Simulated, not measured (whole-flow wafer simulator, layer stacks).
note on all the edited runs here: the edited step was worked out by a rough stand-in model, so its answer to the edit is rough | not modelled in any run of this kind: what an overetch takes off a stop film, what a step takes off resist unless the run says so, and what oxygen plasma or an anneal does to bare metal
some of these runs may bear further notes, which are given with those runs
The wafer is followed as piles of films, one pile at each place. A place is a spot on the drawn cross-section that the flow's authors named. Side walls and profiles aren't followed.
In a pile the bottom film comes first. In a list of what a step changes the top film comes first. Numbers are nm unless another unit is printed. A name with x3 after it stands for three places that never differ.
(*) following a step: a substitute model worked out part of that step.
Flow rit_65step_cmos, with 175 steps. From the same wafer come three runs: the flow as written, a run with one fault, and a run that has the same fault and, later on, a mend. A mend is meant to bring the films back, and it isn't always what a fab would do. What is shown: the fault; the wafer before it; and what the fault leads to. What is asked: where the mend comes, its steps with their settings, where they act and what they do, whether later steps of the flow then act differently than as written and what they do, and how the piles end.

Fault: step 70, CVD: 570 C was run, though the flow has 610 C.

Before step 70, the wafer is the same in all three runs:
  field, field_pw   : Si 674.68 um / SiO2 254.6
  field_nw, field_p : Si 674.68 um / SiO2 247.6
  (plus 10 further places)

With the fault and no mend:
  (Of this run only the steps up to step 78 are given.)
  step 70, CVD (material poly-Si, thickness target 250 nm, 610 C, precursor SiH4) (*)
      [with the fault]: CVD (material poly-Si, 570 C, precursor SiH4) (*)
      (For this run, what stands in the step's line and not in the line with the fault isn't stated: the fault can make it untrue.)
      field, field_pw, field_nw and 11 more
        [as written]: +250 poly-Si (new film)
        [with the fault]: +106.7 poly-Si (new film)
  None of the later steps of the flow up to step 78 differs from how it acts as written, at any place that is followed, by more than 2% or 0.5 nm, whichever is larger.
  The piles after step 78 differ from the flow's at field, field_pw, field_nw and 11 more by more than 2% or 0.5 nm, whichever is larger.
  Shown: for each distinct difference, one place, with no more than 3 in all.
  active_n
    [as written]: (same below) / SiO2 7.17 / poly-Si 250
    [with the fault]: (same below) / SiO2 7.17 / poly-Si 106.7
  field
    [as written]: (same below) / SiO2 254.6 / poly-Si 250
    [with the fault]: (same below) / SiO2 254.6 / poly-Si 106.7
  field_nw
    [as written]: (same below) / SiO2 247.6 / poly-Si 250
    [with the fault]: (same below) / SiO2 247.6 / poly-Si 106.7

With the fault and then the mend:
  After step 71 comes the mend.
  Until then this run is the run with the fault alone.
  step 71a, CVD (material poly-Si, thickness target 143 nm, 610 C, precursor SiH4) (*) (the flow's step 70, run once more with other settings)
      field, field_pw, field_nw and 11 more
        +143 poly-Si
  None of the later steps of the flow differs from how it acts as written, at any place that is followed, by more than 2% or 0.5 nm, whichever is larger.
  At the end the piles are close to the flow's at the places that both follow, differing by at most 2% or 0.5 nm, whichever is larger.
